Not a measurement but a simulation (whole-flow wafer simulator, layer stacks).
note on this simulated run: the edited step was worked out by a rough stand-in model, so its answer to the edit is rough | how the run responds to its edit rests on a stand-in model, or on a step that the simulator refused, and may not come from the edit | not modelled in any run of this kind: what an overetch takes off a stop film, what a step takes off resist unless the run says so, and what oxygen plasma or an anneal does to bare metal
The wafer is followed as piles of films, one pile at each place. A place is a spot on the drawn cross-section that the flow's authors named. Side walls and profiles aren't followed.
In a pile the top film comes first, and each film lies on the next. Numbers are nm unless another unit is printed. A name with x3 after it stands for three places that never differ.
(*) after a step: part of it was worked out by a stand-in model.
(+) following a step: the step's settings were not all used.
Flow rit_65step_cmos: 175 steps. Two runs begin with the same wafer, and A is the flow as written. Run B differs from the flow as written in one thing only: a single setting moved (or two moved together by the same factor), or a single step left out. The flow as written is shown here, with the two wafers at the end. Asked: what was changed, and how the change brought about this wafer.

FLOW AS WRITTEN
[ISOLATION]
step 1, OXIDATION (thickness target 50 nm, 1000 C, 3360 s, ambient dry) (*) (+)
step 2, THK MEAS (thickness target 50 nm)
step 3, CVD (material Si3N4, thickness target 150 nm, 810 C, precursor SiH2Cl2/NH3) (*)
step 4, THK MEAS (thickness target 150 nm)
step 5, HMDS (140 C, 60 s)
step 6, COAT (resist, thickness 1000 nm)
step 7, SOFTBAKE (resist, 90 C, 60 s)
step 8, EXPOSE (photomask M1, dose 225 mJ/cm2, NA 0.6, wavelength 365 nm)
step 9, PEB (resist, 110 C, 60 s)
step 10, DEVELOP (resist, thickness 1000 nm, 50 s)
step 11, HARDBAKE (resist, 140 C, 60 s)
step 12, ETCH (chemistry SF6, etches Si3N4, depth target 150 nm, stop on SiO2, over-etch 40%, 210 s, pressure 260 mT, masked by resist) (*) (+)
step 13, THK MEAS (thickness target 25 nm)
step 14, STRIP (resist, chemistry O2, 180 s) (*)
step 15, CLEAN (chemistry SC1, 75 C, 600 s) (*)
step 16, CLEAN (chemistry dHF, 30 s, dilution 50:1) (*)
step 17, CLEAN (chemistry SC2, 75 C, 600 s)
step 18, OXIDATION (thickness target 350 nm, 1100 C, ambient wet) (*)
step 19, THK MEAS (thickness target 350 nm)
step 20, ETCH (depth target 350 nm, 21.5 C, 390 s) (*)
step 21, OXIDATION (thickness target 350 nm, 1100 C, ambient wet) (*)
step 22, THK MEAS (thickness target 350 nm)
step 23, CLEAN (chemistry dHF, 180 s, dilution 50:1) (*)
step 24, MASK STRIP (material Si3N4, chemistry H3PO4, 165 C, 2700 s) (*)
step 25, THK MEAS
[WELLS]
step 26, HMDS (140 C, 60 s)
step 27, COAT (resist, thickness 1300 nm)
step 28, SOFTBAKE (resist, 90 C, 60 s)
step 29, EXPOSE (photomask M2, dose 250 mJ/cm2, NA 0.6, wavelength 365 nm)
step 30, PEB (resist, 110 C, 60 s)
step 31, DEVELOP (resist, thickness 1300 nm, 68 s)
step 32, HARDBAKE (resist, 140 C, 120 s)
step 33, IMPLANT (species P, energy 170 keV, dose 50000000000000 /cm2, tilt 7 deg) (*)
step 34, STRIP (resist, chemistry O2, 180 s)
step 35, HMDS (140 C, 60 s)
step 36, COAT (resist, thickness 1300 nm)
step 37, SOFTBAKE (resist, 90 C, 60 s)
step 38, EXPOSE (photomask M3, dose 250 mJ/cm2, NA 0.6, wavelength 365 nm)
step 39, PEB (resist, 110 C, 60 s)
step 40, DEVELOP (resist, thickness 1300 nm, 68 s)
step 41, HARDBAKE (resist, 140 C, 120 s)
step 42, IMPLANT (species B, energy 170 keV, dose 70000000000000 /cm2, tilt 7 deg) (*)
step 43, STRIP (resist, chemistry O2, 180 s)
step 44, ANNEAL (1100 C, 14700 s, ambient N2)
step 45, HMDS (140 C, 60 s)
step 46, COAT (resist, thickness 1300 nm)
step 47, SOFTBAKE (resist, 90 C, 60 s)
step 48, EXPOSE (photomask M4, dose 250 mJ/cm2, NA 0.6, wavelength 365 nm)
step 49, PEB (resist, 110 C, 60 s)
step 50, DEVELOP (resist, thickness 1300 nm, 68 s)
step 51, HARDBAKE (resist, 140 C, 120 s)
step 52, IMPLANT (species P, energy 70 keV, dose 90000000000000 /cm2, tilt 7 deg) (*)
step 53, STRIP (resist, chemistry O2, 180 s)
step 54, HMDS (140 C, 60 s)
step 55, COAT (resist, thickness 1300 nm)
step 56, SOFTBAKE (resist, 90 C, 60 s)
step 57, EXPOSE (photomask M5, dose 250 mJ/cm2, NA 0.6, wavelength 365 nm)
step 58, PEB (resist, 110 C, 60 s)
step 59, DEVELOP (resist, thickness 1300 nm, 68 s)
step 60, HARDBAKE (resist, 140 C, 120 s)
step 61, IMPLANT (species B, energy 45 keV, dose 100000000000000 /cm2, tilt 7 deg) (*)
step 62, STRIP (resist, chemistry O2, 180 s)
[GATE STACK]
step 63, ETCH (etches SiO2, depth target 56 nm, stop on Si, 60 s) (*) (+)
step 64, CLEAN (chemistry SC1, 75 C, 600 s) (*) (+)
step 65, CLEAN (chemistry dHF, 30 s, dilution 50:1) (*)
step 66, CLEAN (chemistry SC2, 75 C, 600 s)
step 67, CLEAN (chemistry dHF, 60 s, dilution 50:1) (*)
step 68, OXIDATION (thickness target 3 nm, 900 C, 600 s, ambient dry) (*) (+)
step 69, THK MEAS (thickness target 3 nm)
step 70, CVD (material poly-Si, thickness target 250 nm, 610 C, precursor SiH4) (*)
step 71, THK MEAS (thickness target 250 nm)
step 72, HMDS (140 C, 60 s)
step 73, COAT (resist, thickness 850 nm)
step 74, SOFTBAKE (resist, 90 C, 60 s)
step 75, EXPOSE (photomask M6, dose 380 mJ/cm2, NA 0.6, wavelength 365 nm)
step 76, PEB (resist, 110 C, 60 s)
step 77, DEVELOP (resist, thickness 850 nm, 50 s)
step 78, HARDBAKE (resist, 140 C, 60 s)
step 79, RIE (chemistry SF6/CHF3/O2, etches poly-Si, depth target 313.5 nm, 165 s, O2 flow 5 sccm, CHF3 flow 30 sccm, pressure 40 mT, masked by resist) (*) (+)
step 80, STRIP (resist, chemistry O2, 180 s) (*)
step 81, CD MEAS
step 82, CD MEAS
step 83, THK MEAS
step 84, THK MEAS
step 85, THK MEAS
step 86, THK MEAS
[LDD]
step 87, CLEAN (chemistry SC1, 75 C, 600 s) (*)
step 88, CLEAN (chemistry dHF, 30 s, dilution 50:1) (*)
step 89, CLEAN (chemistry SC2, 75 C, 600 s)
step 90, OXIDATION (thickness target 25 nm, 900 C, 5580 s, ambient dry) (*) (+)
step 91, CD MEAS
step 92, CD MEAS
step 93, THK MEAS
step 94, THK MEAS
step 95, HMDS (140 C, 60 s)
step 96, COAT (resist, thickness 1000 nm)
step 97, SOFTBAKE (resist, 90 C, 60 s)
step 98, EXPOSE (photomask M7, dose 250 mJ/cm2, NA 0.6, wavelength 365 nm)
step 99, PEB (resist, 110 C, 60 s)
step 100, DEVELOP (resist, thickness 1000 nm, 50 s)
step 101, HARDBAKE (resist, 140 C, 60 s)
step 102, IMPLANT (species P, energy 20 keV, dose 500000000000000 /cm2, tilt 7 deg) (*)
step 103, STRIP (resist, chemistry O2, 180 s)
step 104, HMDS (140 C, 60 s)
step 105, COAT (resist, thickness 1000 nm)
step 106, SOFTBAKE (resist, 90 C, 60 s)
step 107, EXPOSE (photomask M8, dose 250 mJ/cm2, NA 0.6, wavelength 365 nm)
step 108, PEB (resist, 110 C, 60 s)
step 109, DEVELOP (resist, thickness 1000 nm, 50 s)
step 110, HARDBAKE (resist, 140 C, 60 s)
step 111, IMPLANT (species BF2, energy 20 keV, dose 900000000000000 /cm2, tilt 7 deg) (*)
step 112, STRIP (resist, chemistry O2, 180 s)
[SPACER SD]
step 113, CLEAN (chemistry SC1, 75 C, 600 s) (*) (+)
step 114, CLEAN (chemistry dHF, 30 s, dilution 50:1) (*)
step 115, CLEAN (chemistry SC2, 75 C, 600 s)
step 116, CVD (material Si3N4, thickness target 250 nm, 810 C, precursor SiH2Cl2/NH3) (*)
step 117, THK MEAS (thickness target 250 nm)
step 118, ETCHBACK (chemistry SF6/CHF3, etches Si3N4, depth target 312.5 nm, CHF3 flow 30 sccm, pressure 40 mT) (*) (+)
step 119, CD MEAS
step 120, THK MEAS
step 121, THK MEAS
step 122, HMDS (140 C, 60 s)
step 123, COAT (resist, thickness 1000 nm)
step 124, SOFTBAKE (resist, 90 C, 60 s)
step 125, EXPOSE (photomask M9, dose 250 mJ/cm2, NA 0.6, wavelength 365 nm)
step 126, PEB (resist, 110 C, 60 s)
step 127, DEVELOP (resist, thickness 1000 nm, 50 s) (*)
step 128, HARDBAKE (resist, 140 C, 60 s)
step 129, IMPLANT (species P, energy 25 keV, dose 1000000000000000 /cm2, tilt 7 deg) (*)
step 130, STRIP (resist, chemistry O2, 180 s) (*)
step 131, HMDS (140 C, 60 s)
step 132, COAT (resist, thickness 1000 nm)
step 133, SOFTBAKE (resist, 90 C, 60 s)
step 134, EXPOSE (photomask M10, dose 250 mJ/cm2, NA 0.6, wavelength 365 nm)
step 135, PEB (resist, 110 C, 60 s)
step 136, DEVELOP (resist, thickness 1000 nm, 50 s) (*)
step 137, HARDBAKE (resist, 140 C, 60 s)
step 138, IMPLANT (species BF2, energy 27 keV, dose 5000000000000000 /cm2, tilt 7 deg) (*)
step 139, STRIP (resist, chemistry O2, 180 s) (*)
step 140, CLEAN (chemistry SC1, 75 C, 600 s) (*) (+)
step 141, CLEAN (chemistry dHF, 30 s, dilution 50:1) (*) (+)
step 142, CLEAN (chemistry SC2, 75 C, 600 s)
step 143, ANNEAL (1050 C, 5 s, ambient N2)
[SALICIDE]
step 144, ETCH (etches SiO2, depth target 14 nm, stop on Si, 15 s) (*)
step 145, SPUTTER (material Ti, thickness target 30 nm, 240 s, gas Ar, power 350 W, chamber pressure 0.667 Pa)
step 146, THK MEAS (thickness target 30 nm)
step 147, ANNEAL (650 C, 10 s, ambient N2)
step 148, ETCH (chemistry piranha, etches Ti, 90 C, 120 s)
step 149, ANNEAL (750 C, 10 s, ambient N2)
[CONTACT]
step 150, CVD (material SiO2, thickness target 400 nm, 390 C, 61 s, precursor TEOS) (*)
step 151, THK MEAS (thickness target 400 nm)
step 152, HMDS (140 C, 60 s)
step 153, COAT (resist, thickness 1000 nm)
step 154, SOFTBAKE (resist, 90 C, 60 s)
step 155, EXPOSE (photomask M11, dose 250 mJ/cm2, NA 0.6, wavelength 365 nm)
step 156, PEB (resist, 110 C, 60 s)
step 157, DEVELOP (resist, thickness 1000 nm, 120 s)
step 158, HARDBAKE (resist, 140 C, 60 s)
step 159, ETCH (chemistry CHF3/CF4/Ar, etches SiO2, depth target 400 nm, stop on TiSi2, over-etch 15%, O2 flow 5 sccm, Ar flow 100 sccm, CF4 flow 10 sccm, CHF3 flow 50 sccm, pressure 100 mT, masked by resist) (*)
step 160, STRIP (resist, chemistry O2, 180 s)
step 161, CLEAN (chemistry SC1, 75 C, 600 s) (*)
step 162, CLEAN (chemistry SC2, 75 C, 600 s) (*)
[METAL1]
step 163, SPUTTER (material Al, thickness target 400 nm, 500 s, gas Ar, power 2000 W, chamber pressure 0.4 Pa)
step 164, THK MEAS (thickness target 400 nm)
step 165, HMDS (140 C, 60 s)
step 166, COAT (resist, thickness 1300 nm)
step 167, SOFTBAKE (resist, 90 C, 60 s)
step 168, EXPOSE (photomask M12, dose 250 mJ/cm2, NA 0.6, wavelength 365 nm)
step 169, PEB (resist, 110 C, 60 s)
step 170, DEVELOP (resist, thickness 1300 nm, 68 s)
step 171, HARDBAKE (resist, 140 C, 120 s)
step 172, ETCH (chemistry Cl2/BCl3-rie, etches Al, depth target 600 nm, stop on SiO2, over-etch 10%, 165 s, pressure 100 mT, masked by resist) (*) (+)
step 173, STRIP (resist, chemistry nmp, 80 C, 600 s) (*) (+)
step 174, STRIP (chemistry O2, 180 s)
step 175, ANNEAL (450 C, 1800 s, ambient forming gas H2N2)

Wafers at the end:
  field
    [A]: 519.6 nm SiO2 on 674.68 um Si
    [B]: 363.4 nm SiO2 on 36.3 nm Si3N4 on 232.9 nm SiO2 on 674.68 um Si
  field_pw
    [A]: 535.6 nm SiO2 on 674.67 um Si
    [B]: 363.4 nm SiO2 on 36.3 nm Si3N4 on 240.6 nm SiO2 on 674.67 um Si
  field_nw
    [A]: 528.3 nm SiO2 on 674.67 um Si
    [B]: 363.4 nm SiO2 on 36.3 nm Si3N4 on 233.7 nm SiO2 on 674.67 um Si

What caused this: step 116, CVD: thickness target 350 nm was run, whereas the flow has thickness target 250 nm.

How this came from the change, step by step:
  step 116, CVD (material Si3N4, thickness target 250 nm, 810 C, precursor SiH2Cl2/NH3) (*)
      field, field_pw, field_nw and 11 more: A Si3N4 gains 250 (new film) | B Si3N4 gains 350 (new film)
  step 118, ETCHBACK (chemistry SF6/CHF3, etches Si3N4, depth target 312.5 nm, CHF3 flow 30 sccm, pressure 40 mT) (*) (+)
      field, field_pw, field_nw, field_p: A Si3N4 loses 250 (all of it), SiO2 loses 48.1 | B Si3N4 loses 312.5
      gate_n: A Si3N4 loses 250 (all of it), SiO2 loses 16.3 (all of it), poly-Si loses 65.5 | B Si3N4 loses 312.5
      (also at 3 further places)
  step 123, COAT (resist, thickness 1000 nm)
      field: A resist gains 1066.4 (new film) | B resist gains 1044.3 (new film)
      field_p: A resist gains 1073.5 (new film) | B resist gains 1051.4 (new film)
      (also at 4 further places)
  step 126, PEB (resist, 110 C, 60 s)
      gate_n, gate_p: A resist loses 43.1 | B resist loses 40
      field: A resist loses 55.6 | B resist loses 54.3
      (also at 3 further places)
  step 127, DEVELOP (resist, thickness 1000 nm, 50 s) (*)
      field: A resist loses 1010.9 (all of it) | B resist loses 990 (all of it)
      gate_n: A resist loses 791.9 (all of it) | B resist loses 737.7 (all of it)
      (also at 1 further place)
  step 128, HARDBAKE (resist, 140 C, 60 s)
      field_nw: A resist loses 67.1 | B resist loses 65.7
      field_p: A resist loses 68.8 | B resist loses 67.2
      (also at 2 further places)
  step 130, STRIP (resist, chemistry O2, 180 s) (*)
      gate_n: A chemical SiO2 gains 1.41 (new film), poly-Si loses 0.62 | B nothing
      gate_p: A chemical SiO2 gains 1.31 (new film), resist loses 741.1 (all of it), poly-Si loses 0.58 | B resist loses 690.2 (all of it)
      (also at 2 further places)
  step 132, COAT (resist, thickness 1000 nm)
      field: A resist gains 1067 (new film) | B resist gains 1044.3 (new film)
      field_p: A resist gains 1074 (new film) | B resist gains 1051.4 (new film)
      (also at 4 further places)
  step 135, PEB (resist, 110 C, 60 s)
      gate_n, gate_p: A resist loses 43.1 | B resist loses 40
      spacer, spacer_p: A resist loses 42 | B resist loses 53.7
      (also at 2 further places)
  step 136, DEVELOP (resist, thickness 1000 nm, 50 s) (*)
      field_p: A resist loses 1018 (all of it) | B resist loses 996.6 (all of it)
      gate_p: A resist loses 792.8 (all of it) | B resist loses 738 (all of it)
      (also at 1 further place)
  step 137, HARDBAKE (resist, 140 C, 60 s)
      field: A resist loses 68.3 | B resist loses 66.3
      field_nw: A resist loses 67.1 | B resist loses 65.7
      (also at 2 further places)
  step 139, STRIP (resist, chemistry O2, 180 s) (*)
      gate_n: A resist loses 740 (all of it), chemical SiO2 gains 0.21, poly-Si loses 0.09 | B resist loses 690 (all of it)
      field: A resist loses 943.1 (all of it) | B resist loses 923.7 (all of it)
      (also at 1 further place)
  step 140, CLEAN (chemistry SC1, 75 C, 600 s) (*) (+)
      field, field_pw, field_nw, field_p: A SiO2 loses 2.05 | B Si3N4 loses 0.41
      gate_n, gate_p: A chemical SiO2 loses 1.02, poly-Si loses 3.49 | B Si3N4 loses 0.41
  step 141, CLEAN (chemistry dHF, 30 s, dilution 50:1) (*) (+)
      field, field_p: A SiO2 loses 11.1 | B Si3N4 loses 0.43
      field_pw, field_nw: A SiO2 loses 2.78 | B Si3N4 loses 0.43
      (also at 2 further places)
  step 144, ETCH (etches SiO2, depth target 14 nm, stop on Si, 15 s) (*)
      field, field_pw, field_nw, field_p: A SiO2 loses 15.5 | B Si3N4 loses 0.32
  step 145, SPUTTER (material Ti, thickness target 30 nm, 240 s, gas Ar, power 350 W, chamber pressure 0.667 Pa)
      gate_n: A Ti gains 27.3 (new film) | B Ti gains 30 (new film)
      gate_p: A Ti gains 27.2 (new film) | B Ti gains 30 (new film)
  ... 10 other steps ...
  step 170, DEVELOP (resist, thickness 1300 nm, 68 s)
      field: A resist loses 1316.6 (all of it) | B resist loses 1268.6 (all of it)
      field_pw: A resist loses 1285.5 (all of it) | B resist loses 1256.7 (all of it)
      (also at 6 further places)
